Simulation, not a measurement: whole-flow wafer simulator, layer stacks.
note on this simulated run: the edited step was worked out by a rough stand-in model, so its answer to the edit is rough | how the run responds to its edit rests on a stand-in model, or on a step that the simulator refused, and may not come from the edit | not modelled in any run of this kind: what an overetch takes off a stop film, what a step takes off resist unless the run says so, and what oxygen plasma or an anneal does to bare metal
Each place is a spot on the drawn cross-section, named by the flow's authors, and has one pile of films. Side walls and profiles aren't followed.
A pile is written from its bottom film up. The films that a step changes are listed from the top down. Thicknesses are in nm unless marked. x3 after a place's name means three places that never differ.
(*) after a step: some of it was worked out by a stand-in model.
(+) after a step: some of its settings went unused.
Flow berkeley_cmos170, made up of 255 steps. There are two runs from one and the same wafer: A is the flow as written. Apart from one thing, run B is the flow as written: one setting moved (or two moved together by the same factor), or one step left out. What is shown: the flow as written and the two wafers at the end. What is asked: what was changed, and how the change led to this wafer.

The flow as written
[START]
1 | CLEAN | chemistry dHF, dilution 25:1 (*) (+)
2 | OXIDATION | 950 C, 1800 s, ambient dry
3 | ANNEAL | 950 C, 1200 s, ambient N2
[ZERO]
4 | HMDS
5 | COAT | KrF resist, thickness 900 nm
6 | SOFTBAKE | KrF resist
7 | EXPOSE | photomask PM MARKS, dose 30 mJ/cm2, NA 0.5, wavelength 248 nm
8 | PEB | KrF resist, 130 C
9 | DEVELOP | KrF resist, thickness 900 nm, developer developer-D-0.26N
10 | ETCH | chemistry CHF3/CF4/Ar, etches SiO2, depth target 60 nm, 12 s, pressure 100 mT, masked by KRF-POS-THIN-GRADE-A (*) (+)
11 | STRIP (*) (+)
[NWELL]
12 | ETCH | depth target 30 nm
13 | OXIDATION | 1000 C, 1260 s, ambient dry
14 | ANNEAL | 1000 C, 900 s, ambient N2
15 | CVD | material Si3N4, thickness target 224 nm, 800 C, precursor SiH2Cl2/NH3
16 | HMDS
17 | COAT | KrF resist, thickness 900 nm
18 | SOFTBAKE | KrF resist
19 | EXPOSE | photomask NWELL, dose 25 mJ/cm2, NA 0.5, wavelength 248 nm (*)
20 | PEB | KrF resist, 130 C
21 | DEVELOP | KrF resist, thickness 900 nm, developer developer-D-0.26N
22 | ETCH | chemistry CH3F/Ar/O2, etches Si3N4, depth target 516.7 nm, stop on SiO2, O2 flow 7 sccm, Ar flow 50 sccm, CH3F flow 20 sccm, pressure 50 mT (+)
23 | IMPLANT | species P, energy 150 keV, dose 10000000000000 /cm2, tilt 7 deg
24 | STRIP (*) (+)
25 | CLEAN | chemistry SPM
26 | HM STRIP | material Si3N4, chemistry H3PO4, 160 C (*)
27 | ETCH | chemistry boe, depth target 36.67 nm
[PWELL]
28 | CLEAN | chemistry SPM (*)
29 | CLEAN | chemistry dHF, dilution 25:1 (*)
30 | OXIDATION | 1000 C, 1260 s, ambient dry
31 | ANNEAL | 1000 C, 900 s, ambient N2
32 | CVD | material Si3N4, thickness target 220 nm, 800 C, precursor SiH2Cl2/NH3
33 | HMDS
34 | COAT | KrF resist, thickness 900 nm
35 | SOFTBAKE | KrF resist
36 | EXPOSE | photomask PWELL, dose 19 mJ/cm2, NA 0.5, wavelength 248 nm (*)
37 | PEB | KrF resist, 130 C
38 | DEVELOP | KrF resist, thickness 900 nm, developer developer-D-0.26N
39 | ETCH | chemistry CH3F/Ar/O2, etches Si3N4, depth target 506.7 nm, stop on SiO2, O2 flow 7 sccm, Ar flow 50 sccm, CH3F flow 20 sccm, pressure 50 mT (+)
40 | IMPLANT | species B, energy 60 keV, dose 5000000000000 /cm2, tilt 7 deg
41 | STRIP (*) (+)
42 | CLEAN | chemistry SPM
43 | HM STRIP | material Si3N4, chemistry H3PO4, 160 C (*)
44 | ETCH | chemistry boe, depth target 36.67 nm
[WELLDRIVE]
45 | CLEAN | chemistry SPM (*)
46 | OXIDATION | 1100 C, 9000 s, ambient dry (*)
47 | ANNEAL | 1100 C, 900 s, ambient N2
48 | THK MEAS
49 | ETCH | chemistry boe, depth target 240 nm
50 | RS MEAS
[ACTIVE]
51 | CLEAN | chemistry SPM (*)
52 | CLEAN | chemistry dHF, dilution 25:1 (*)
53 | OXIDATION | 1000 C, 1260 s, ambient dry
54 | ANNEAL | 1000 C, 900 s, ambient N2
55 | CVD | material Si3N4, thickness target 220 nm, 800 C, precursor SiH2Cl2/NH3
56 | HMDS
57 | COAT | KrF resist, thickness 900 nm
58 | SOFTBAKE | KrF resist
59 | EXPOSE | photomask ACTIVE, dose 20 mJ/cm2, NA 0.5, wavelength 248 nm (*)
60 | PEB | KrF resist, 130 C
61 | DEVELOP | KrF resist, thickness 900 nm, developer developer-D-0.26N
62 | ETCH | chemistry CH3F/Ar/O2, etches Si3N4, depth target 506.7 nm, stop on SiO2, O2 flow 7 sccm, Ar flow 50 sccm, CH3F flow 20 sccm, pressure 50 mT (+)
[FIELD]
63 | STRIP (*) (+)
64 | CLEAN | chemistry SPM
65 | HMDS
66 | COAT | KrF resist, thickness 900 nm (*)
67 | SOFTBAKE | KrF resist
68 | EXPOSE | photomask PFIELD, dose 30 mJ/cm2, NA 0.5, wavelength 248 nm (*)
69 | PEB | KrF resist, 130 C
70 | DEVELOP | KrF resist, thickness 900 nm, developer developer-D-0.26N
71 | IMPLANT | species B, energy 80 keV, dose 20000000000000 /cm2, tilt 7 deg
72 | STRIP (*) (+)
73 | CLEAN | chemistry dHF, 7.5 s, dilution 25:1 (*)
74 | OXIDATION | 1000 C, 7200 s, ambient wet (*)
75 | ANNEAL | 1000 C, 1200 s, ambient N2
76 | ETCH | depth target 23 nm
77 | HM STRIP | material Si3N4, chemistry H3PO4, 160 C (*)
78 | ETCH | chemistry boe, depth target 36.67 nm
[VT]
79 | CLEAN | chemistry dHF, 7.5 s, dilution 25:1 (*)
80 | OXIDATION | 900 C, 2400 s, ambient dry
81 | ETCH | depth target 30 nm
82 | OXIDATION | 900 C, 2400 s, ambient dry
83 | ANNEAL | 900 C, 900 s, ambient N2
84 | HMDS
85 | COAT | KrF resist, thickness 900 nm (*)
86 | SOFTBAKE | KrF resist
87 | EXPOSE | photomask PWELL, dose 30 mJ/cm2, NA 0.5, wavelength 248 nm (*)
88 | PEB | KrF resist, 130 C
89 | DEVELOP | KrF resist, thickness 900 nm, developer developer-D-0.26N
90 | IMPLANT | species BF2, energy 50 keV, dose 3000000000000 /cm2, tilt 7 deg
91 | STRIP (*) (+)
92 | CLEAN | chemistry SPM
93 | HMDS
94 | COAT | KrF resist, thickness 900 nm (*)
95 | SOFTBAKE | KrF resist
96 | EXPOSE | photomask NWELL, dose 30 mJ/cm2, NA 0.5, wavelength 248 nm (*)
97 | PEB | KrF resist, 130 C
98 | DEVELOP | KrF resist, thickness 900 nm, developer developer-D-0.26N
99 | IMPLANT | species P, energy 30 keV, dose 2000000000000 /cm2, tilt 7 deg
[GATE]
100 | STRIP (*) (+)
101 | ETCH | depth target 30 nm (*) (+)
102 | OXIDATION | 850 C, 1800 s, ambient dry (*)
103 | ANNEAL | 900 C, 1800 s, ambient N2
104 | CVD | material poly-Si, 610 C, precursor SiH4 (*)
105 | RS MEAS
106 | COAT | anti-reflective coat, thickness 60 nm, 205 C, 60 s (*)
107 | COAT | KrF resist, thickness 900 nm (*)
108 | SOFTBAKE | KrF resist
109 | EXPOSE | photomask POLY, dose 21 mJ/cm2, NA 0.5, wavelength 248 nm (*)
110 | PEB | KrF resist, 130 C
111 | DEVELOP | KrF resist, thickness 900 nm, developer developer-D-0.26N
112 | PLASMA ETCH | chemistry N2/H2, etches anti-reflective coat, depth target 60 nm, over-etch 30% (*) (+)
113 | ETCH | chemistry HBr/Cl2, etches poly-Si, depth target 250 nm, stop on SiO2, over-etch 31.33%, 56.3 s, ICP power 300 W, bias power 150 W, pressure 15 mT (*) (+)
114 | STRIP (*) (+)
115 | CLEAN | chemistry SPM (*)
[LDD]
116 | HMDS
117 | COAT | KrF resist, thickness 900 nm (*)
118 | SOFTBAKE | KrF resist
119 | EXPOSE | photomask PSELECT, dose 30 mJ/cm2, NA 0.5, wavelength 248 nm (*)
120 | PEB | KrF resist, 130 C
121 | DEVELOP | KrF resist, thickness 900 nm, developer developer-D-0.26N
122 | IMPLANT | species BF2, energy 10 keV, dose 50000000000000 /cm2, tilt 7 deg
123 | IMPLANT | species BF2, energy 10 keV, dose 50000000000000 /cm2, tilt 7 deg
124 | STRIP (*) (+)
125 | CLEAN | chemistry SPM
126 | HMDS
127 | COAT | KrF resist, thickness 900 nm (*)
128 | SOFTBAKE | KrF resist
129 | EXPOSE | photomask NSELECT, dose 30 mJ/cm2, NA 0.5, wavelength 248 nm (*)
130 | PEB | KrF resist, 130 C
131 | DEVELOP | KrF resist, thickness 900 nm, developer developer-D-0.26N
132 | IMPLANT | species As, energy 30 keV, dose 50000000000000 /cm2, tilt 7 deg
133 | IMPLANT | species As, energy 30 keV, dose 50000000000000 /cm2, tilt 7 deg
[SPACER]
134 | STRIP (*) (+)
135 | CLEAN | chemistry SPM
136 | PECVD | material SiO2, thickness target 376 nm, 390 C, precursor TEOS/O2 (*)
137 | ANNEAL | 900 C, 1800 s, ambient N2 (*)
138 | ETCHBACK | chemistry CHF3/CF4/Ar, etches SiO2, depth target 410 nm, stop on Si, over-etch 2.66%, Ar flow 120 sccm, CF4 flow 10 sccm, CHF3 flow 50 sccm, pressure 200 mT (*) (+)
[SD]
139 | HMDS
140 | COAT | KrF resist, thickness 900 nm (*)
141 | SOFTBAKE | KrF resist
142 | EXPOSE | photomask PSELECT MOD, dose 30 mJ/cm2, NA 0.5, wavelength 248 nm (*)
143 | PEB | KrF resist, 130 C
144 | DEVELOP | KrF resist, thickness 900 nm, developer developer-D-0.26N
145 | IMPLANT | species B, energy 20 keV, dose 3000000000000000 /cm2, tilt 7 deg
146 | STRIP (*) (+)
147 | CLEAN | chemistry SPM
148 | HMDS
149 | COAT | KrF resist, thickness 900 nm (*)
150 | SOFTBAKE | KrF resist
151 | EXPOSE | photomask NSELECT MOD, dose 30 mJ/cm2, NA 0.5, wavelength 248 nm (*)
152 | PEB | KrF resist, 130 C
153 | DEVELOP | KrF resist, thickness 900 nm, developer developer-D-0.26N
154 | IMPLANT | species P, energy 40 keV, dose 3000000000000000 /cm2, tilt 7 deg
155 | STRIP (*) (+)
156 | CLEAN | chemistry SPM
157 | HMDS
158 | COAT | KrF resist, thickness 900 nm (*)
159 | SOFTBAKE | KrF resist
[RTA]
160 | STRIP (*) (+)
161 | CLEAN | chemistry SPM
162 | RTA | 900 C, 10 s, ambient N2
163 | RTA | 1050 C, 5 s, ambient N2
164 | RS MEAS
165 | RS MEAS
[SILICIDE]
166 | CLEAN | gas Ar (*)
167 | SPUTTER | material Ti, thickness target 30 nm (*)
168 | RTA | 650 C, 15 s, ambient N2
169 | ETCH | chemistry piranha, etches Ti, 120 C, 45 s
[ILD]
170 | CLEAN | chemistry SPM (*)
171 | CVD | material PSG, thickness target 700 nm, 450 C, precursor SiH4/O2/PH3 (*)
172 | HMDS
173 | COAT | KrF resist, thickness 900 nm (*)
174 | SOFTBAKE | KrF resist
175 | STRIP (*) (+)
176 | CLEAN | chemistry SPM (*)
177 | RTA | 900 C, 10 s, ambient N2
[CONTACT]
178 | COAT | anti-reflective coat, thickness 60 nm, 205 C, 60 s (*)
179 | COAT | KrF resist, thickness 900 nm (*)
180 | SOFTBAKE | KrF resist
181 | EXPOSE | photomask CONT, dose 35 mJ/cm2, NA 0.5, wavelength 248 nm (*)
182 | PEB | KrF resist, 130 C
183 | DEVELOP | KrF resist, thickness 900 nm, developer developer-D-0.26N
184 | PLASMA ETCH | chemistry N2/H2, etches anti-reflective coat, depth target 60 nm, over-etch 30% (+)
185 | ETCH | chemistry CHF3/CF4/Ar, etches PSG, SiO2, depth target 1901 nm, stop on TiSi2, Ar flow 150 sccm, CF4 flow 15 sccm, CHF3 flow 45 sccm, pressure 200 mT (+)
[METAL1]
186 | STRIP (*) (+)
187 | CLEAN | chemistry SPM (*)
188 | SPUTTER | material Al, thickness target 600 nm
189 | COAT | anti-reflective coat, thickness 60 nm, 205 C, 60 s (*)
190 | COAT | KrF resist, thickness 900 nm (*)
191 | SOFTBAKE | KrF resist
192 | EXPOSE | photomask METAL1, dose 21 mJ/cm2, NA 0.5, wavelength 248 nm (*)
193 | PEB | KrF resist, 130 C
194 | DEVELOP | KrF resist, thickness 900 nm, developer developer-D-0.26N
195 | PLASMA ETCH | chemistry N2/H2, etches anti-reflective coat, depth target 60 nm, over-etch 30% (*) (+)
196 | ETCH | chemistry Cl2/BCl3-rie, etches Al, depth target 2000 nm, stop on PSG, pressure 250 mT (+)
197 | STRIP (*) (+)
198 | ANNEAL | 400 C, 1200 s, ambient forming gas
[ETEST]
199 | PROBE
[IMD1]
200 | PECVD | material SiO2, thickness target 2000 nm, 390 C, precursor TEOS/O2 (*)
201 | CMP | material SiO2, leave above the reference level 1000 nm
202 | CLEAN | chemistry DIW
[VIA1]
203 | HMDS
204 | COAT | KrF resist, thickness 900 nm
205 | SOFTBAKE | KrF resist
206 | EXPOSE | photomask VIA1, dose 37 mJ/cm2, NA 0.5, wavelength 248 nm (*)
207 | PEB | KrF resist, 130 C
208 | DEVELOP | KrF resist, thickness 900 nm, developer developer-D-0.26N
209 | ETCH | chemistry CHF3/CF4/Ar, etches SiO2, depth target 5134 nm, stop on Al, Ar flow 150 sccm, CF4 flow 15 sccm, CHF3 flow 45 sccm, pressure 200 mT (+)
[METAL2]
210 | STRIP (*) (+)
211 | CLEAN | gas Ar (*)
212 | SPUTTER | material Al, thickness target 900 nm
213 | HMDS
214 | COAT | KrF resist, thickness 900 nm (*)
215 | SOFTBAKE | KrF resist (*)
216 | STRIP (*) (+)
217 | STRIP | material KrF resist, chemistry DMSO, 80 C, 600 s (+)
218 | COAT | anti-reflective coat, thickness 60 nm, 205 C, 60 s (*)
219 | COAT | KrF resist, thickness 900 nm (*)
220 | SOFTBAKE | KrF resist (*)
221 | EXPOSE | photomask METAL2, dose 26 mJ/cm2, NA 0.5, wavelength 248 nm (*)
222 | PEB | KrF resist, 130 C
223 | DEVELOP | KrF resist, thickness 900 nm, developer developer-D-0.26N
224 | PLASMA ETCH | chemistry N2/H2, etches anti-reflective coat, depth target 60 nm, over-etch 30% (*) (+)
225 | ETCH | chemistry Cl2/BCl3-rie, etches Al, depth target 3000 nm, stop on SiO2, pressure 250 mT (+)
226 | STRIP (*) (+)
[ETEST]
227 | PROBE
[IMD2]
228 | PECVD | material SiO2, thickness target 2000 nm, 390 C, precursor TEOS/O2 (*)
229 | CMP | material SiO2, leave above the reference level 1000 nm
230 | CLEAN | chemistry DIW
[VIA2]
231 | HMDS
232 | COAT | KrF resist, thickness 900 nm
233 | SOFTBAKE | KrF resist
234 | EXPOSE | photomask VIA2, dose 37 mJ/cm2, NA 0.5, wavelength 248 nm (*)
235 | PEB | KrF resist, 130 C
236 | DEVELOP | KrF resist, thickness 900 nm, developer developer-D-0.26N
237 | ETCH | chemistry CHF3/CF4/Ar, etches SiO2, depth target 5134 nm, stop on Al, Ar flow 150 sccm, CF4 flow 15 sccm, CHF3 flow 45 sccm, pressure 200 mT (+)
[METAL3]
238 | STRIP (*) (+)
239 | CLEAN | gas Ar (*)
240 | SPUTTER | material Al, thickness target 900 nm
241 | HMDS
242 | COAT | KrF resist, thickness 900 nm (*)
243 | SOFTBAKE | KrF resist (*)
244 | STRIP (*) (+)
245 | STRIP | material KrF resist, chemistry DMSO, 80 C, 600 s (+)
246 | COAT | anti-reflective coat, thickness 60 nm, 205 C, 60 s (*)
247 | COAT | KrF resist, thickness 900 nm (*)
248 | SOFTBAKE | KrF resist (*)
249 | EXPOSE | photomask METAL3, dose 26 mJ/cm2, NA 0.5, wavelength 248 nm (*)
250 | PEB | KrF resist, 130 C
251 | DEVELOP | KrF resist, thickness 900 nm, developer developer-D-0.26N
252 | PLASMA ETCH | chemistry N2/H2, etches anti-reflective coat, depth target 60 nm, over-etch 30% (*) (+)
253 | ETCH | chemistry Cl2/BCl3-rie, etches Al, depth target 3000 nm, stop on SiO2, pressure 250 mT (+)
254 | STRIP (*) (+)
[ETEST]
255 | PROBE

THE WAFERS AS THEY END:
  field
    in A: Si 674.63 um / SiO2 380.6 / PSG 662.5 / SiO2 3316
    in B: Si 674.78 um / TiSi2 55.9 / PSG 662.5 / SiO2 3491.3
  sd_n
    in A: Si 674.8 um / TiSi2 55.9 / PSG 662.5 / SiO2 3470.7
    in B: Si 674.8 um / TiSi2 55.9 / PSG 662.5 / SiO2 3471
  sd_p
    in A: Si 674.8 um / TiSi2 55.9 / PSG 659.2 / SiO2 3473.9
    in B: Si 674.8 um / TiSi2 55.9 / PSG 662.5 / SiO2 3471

What caused this: step 74, OXIDATION: 800 C was run, though the flow has 1000 C.

Step by step, how the change led to this:
  74 | OXIDATION | 1000 C, 7200 s, ambient wet (*)
      spacer_n, gate_n, spacer_p and 6 more: A +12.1 SiO2 (new film), -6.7 Si3N4 | B +0.3 SiO2 (new film), -0.17 Si3N4
      sd_n, sd_p: A +12.1 SiO2 (new film), -6.7 Si3N4, +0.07 SiO2, -0.07 Si | B +0.3 SiO2 (new film), -0.17 Si3N4, +1.01 SiO2, -0.43 Si
      (as well as at 1 more place)
  76 | ETCH | depth target 23 nm
      sd_n, spacer_n, gate_n and 8 more: A -12.1 SiO2 (all of it) | B -0.3 SiO2 (all of it)
  77 | HM STRIP | material Si3N4, chemistry H3PO4, 160 C (*)
      sd_n, spacer_n, gate_n and 8 more: A -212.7 Si3N4 (all of it), -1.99 SiO2 | B -219.3 Si3N4 (all of it), -2.06 SiO2
  78 | ETCH | chemistry boe, depth target 36.67 nm
      field: A -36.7 SiO2 | B -36.7 SiO2 (all of it)
      sd_n, sd_p: A -24.6 SiO2 (all of it) | B -25.5 SiO2 (all of it)
  79 | CLEAN | chemistry dHF, 7.5 s, dilution 25:1 (*)
      field: A -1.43 SiO2 | B nothing
  80 | OXIDATION | 900 C, 2400 s, ambient dry
      field: A +1.58 SiO2, -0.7 Si | B +14.9 SiO2 (new film), -6.57 Si
  81 | ETCH | depth target 30 nm
      field: A -30 SiO2 | B -14.9 SiO2 (all of it)
  82 | OXIDATION | 900 C, 2400 s, ambient dry
      field: A +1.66 SiO2, -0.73 Si | B +14.9 SiO2 (new film), -6.57 Si
  85 | COAT | KrF resist, thickness 900 nm (*)
      field: A +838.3 KrF resist (new film) | B +905.8 KrF resist (new film)
      sd_n: A +1008.9 KrF resist (new film) | B +890.5 KrF resist (new film)
      (as well as at 10 more places)
  89 | DEVELOP | KrF resist, thickness 900 nm, developer developer-D-0.26N
      field: A -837 KrF resist (all of it) | B -904.3 KrF resist (all of it)
      sd_n: A -1007.2 KrF resist (all of it) | B -889.1 KrF resist (all of it)
      (as well as at 3 more places)
  91 | STRIP (*) (+)
      sd_p: A -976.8 KrF resist (all of it) | B -875.9 KrF resist (all of it)
      spacer_p: A -957.7 KrF resist (all of it) | B -877.1 KrF resist (all of it)
      (as well as at 5 more places)
  94 | COAT | KrF resist, thickness 900 nm (*)
      field: A +838.3 KrF resist (new film) | B +905.8 KrF resist (new film)
      sd_n: A +1008.9 KrF resist (new film) | B +890.5 KrF resist (new film)
      (as well as at 10 more places)
  98 | DEVELOP | KrF resist, thickness 900 nm, developer developer-D-0.26N
      sd_p: A -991 KrF resist (all of it) | B -890.1 KrF resist (all of it)
      spacer_p: A -971.9 KrF resist (all of it) | B -891.3 KrF resist (all of it)
      (as well as at 1 more place)
  100 | STRIP (*) (+)
      field: A -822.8 KrF resist (all of it) | B -890.1 KrF resist (all of it)
      sd_n: A -993 KrF resist (all of it) | B -874.9 KrF resist (all of it)
      (as well as at 7 more places)
  101 | ETCH | depth target 30 nm (*) (+)
      field: A -30 SiO2 | B -14.9 SiO2 (all of it)
  102 | OXIDATION | 850 C, 1800 s, ambient dry (*)
      field: A +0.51 SiO2, -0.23 Si | B +7.48 SiO2 (new film), -3.29 Si
  ... another 38 steps ...
  201 | CMP | material SiO2, leave above the reference level 1000 nm
      field: A -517 SiO2 | B -341.7 SiO2
